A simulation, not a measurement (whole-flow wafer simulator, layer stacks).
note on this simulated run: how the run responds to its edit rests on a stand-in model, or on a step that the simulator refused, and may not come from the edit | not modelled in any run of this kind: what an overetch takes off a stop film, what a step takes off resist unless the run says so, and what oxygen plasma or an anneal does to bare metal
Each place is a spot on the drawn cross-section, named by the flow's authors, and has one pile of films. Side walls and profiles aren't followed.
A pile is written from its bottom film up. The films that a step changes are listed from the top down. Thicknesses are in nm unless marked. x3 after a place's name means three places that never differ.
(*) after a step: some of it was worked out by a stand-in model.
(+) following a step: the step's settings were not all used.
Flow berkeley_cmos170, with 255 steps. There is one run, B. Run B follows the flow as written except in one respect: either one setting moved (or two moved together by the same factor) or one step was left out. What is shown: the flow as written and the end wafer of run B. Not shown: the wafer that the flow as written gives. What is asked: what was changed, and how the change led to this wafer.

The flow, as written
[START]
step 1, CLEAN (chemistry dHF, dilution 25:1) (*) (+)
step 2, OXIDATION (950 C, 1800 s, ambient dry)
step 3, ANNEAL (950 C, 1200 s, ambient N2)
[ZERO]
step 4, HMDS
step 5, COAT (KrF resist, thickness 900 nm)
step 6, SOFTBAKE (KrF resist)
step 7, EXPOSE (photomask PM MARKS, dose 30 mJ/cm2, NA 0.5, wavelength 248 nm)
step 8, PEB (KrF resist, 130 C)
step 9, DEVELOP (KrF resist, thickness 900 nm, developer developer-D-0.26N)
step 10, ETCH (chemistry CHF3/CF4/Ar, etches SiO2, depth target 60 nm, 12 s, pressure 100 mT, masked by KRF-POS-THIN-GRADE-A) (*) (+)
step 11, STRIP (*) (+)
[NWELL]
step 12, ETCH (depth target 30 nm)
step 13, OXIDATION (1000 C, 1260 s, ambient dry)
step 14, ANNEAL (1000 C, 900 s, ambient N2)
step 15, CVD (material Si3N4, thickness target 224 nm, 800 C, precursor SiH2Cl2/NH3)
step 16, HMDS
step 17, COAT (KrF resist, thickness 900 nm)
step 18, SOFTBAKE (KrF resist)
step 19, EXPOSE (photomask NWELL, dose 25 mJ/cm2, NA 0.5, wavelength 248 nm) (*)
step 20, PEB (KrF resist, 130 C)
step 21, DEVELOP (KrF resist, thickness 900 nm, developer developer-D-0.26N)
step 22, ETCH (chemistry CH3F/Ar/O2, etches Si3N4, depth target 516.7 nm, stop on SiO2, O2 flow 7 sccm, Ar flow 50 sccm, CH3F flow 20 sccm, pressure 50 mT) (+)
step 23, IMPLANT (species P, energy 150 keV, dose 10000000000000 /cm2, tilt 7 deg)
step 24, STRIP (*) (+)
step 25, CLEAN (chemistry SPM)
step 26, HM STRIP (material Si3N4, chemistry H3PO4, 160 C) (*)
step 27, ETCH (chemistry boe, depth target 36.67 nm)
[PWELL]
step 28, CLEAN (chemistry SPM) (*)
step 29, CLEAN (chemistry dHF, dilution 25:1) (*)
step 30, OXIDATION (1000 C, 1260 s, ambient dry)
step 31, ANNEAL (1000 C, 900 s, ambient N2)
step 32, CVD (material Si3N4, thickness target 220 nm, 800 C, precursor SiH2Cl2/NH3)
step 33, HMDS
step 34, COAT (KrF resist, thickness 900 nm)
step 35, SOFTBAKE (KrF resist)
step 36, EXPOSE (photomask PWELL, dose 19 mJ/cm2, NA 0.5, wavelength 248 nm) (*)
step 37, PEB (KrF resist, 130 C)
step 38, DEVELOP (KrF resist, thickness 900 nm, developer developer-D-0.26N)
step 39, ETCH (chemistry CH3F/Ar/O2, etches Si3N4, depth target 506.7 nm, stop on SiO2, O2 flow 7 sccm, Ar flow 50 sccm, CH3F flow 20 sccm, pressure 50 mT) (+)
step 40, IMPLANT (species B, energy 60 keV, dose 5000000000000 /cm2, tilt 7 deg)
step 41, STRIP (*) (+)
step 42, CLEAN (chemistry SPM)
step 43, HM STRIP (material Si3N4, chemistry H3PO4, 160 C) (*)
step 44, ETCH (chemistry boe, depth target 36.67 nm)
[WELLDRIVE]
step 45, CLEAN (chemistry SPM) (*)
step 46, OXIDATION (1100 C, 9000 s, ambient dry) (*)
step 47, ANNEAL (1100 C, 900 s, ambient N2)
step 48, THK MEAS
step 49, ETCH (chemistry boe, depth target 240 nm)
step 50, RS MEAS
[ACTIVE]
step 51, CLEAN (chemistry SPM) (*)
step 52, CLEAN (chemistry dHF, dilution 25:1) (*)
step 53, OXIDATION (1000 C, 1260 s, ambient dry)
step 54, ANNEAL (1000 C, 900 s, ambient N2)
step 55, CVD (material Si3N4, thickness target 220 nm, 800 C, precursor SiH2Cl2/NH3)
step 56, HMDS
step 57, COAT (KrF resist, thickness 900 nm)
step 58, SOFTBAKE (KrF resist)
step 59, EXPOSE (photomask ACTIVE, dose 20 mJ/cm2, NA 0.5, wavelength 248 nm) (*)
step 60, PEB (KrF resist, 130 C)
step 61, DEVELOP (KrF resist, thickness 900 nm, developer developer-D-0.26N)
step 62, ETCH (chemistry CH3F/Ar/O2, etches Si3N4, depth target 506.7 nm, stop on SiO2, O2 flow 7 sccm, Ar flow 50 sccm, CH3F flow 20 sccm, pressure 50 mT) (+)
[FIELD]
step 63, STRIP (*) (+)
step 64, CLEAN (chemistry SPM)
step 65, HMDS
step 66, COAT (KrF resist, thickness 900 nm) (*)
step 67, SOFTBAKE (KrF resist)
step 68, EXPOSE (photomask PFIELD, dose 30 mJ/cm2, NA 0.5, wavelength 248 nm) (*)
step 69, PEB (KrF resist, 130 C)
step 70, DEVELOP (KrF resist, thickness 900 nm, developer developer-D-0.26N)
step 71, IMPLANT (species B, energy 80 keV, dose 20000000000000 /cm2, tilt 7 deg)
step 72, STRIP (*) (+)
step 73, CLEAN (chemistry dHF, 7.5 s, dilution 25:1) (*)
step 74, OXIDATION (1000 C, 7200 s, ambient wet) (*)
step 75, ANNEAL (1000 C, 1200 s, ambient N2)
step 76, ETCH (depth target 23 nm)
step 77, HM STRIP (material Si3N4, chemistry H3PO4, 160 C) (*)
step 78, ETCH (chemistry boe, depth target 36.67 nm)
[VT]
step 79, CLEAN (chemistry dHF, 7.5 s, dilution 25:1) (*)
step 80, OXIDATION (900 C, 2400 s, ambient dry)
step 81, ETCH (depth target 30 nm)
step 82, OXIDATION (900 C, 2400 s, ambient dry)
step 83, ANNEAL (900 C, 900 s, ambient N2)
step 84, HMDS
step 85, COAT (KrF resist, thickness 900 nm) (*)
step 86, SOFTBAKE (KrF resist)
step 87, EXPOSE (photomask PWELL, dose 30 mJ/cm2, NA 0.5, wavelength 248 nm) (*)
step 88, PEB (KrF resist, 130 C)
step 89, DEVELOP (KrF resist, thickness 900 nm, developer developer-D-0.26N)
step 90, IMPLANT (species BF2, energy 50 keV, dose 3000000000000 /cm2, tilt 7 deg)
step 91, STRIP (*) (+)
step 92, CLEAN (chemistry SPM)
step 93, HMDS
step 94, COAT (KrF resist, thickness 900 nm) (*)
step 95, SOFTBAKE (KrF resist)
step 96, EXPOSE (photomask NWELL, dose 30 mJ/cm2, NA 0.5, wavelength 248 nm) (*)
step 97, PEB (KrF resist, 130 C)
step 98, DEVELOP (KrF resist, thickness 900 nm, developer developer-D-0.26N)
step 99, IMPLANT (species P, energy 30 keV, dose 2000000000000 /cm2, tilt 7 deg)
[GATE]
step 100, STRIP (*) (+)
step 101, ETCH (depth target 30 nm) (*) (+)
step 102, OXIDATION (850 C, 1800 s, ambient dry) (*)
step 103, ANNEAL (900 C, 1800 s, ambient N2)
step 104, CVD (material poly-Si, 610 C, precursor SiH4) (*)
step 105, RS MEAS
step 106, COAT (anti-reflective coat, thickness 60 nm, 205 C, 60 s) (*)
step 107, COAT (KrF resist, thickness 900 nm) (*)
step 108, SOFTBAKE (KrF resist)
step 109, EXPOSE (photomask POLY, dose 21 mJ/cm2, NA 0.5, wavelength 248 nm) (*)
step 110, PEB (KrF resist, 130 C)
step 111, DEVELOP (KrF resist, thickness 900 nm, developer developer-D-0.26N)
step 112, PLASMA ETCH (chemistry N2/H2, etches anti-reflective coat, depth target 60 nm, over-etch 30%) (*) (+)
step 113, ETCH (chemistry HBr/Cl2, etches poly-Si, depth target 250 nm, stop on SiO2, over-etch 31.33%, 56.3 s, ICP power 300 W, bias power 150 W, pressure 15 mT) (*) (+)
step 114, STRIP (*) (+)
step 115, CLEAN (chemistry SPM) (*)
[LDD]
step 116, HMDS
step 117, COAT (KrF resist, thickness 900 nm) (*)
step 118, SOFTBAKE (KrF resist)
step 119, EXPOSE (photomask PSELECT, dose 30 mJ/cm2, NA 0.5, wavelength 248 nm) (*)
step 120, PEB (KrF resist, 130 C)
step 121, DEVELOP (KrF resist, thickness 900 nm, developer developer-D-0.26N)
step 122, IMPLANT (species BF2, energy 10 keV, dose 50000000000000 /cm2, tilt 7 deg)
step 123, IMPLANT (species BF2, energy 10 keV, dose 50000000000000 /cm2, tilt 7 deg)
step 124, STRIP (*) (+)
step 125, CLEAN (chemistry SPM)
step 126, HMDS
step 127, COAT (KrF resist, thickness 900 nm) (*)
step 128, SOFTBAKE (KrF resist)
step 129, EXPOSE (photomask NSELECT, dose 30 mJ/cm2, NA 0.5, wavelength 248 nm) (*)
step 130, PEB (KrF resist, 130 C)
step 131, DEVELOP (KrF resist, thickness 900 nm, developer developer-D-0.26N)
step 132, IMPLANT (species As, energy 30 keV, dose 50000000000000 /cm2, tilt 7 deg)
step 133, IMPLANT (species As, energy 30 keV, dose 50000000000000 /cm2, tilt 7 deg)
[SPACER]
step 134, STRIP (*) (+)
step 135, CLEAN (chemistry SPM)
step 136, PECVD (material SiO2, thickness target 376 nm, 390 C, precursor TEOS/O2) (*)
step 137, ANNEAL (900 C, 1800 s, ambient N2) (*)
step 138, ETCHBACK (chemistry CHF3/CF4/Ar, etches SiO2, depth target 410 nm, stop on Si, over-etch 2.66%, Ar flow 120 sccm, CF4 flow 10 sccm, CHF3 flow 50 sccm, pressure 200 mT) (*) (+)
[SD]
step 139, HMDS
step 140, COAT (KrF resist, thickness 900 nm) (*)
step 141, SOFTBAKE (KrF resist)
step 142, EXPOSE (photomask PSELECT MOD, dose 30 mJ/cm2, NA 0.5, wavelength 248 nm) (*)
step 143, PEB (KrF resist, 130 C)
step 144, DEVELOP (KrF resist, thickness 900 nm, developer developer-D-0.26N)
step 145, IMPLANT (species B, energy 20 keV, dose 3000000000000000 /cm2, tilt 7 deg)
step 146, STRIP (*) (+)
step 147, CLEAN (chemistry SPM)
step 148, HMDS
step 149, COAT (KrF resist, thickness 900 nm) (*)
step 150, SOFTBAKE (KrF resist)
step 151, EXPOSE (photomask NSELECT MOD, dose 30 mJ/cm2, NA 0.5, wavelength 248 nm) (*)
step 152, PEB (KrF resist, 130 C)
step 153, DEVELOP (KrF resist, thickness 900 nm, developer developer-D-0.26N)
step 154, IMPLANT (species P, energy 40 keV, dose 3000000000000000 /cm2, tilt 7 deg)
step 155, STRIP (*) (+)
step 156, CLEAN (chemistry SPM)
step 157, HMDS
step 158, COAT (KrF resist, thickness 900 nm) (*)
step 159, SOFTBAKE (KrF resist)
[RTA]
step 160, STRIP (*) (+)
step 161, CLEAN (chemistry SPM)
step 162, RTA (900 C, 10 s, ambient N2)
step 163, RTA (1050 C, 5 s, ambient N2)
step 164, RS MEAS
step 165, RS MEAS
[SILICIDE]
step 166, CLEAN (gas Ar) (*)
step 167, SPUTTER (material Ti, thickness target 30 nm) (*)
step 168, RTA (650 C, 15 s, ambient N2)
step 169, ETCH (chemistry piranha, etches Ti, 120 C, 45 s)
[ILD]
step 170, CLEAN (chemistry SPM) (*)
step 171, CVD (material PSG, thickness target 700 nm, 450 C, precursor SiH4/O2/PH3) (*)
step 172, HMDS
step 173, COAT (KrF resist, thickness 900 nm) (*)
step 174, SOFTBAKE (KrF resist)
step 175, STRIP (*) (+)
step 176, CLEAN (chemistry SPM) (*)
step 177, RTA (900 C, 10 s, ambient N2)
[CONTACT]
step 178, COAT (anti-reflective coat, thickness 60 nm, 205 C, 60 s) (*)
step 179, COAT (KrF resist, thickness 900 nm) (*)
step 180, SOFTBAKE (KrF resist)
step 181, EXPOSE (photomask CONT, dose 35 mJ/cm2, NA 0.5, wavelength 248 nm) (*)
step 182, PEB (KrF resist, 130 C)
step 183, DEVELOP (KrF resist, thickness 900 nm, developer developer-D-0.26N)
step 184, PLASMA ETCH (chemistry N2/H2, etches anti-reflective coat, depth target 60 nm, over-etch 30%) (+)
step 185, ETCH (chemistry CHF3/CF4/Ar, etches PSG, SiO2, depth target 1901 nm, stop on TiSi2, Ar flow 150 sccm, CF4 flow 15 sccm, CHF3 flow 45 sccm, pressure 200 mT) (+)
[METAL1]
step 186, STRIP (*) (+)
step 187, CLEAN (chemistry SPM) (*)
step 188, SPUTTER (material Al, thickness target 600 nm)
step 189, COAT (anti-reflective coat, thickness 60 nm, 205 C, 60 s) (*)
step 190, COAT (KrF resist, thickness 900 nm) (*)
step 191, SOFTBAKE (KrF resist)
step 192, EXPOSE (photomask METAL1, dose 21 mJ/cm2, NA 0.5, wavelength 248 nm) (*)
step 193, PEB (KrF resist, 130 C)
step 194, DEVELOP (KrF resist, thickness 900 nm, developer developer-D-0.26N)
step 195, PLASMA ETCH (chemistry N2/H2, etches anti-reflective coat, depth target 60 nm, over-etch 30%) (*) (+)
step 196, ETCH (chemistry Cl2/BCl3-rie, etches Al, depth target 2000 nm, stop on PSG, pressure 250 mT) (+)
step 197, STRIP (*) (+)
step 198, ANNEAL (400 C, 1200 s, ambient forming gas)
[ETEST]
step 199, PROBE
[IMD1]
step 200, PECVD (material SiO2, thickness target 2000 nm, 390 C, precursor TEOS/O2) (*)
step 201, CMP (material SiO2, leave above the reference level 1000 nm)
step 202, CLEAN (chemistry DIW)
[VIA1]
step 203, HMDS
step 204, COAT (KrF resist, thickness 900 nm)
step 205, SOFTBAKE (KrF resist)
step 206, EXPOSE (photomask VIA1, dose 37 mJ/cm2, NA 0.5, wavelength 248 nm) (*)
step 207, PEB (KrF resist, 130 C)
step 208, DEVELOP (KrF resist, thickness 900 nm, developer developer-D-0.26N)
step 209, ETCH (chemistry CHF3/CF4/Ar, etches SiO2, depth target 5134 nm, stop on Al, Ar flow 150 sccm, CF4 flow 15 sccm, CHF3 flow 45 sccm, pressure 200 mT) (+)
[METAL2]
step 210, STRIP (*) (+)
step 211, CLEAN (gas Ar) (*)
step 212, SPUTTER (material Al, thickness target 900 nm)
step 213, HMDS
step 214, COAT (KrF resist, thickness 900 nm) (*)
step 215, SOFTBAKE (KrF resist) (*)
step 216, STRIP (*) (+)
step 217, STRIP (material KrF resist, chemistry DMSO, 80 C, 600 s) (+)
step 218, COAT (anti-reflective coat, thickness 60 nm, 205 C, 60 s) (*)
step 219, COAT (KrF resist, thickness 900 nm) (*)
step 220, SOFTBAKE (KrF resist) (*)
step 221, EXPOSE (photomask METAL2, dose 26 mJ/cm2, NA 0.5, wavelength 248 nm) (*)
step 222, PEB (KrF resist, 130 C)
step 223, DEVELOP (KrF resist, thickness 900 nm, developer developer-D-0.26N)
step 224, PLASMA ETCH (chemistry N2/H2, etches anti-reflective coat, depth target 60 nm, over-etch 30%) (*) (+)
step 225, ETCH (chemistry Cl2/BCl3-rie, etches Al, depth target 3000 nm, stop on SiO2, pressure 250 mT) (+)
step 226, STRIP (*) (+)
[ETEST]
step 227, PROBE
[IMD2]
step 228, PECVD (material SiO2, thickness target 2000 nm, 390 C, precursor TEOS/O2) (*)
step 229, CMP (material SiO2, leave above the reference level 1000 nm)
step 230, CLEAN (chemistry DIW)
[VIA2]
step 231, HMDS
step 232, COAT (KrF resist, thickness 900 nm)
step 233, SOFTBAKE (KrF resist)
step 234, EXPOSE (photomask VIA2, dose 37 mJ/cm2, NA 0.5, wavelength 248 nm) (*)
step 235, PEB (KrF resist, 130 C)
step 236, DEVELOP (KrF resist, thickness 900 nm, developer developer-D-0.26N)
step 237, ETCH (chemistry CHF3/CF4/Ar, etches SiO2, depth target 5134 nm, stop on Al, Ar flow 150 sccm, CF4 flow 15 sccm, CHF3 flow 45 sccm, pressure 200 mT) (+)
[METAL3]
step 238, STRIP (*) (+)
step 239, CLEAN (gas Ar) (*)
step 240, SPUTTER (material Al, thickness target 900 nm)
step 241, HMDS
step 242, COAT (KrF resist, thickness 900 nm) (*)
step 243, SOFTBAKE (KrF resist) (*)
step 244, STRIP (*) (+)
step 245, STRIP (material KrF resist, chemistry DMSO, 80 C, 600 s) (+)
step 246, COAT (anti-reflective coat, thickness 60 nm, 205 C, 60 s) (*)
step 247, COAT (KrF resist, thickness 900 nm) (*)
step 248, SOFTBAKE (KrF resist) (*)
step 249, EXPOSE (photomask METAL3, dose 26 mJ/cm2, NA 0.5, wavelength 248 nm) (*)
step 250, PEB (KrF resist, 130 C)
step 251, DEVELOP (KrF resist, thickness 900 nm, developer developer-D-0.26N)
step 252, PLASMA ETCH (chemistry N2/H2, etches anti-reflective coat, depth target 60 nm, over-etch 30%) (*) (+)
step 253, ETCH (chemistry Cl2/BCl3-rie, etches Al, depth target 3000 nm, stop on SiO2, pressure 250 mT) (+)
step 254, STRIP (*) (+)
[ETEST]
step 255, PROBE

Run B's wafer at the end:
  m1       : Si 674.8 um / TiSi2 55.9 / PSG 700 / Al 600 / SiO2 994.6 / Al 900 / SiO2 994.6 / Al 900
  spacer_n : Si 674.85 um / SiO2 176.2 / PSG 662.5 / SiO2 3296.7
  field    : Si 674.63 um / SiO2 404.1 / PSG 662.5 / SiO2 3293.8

What caused this: step 78, ETCH: depth target 13.02 nm was run, though the flow has depth target 36.67 nm.

Step by step, how the change led to this:
  step 78, ETCH (chemistry boe, depth target 36.67 nm)
      sd_n, spacer_n, gate_n and 8 more: SiO2 loses 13 (as written it would have been: SiO2 loses 24.6 (all of it))
      field: SiO2 loses 13 (as written it would have been: SiO2 loses 36.7)
  step 79, CLEAN (chemistry dHF, 7.5 s, dilution 25:1) (*)
      sd_n, spacer_n, gate_n and 8 more: SiO2 loses 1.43 (as written it would have been: nothing)
  step 80, OXIDATION (900 C, 2400 s, ambient dry)
      spacer_n, gate_n, spacer_p and 6 more: SiO2 gains 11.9, Si loses 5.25 (as written it would have been: SiO2 gains 14.9 (new film), Si loses 6.57)
      sd_n, sd_p: SiO2 gains 11.9, Si loses 5.24 (as written it would have been: SiO2 gains 14.9 (new film), Si loses 6.57)
  step 81, ETCH (depth target 30 nm)
      spacer_n, gate_n, spacer_p and 6 more: SiO2 loses 22 (all of it) (as written it would have been: SiO2 loses 14.9 (all of it))
      sd_n, sd_p: SiO2 loses 22.1 (all of it) (as written it would have been: SiO2 loses 14.9 (all of it))
  step 106, COAT (anti-reflective coat, thickness 60 nm, 205 C, 60 s) (*)
      field: anti-reflective coat gains 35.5 (new film) (as written it would have been: anti-reflective coat gains 34.7 (new film))
      sd_n: anti-reflective coat gains 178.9 (new film) (as written it would have been: anti-reflective coat gains 158.6 (new film))
      (and at 9 other places as well)
  step 112, PLASMA ETCH (chemistry N2/H2, etches anti-reflective coat, depth target 60 nm, over-etch 30%) (*) (+)
      field: anti-reflective coat loses 35.5 (all of it), poly-Si loses 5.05 (as written it would have been: anti-reflective coat loses 34.7 (all of it), poly-Si loses 4.4)
      sd_n: anti-reflective coat loses 178.9 (all of it), poly-Si loses 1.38 (as written it would have been: anti-reflective coat loses 158.6 (all of it), poly-Si loses 1.22)
      (and at 8 other places as well)
  step 114, STRIP (*) (+)
      gate_n: chemical SiO2 gains 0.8 (new film), KrF resist loses 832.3 (all of it), anti-reflective coat loses 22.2 (all of it), poly-Si loses 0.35 (as written it would have been: chemical SiO2 gains 0.8 (new film), KrF resist loses 812.6 (all of it), anti-reflective coat loses 27.3 (all of it), poly-Si loses 0.35)
      gate_p: chemical SiO2 gains 0.8 (new film), KrF resist loses 793.1 (all of it), anti-reflective coat loses 27 (all of it), poly-Si loses 0.35 (as written it would have been: chemical SiO2 gains 0.8 (new film), KrF resist loses 782.1 (all of it), anti-reflective coat loses 29.6 (all of it), poly-Si loses 0.35)
  step 178, COAT (anti-reflective coat, thickness 60 nm, 205 C, 60 s) (*)
      sd_n: anti-reflective coat gains 150 (new film) (as written it would have been: anti-reflective coat gains 135.1 (new film))
      spacer_n: anti-reflective coat gains 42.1 (new film) (as written it would have been: anti-reflective coat gains 41.2 (new film))
      (and at 5 other places as well)
  step 184, PLASMA ETCH (chemistry N2/H2, etches anti-reflective coat, depth target 60 nm, over-etch 30%) (+)
      field, sd_n, spacer_n and 8 more: KrF resist loses 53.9 (as written it would have been: KrF resist loses 52.6)
      contact: anti-reflective coat loses 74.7 (all of it), PSG loses 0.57 (as written it would have been: anti-reflective coat loses 72.8 (all of it), PSG loses 0.56)
  step 186, STRIP (*) (+)
      sd_n: KrF resist loses 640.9 (all of it), anti-reflective coat loses 150 (all of it) (as written it would have been: KrF resist loses 643.8 (all of it), anti-reflective coat loses 135.1 (all of it))
      spacer_n: KrF resist loses 610.5 (all of it), anti-reflective coat loses 42.1 (all of it) (as written it would have been: KrF resist loses 599.1 (all of it), anti-reflective coat loses 41.2 (all of it))
      (and at 4 other places as well)
  step 189, COAT (anti-reflective coat, thickness 60 nm, 205 C, 60 s) (*)
      gate_n: anti-reflective coat gains 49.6 (new film) (as written it would have been: anti-reflective coat gains 48 (new film))
      sd_p: anti-reflective coat gains 89.5 (new film) (as written it would have been: anti-reflective coat gains 86.5 (new film))
      (and at 3 other places as well)
  step 195, PLASMA ETCH (chemistry N2/H2, etches anti-reflective coat, depth target 60 nm, over-etch 30%) (*) (+)
      contact, m1, via1, m2, via2: KrF resist loses 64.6 (as written it would have been: KrF resist loses 62.5)
      gate_n: anti-reflective coat loses 49.6 (all of it) (as written it would have been: anti-reflective coat loses 48 (all of it))
      (and at 2 other places as well)
  step 196, ETCH (chemistry Cl2/BCl3-rie, etches Al, depth target 2000 nm, stop on PSG, pressure 250 mT) (+)
      sd_p: Al loses 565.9 (all of it), PSG loses 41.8 (as written it would have been: Al loses 573.8 (all of it), PSG loses 40.8)
  step 197, STRIP (*) (+)
      m1: KrF resist loses 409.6 (all of it), anti-reflective coat loses 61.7 (all of it) (as written it would have been: KrF resist loses 404.7 (all of it), anti-reflective coat loses 63 (all of it))
      m2: KrF resist loses 419.9 (all of it), anti-reflective coat loses 58.1 (all of it) (as written it would have been: KrF resist loses 412.9 (all of it), anti-reflective coat loses 61.1 (all of it))
  step 201, CMP (material SiO2, leave above the reference level 1000 nm)
      field: SiO2 loses 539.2 (as written it would have been: SiO2 loses 517)
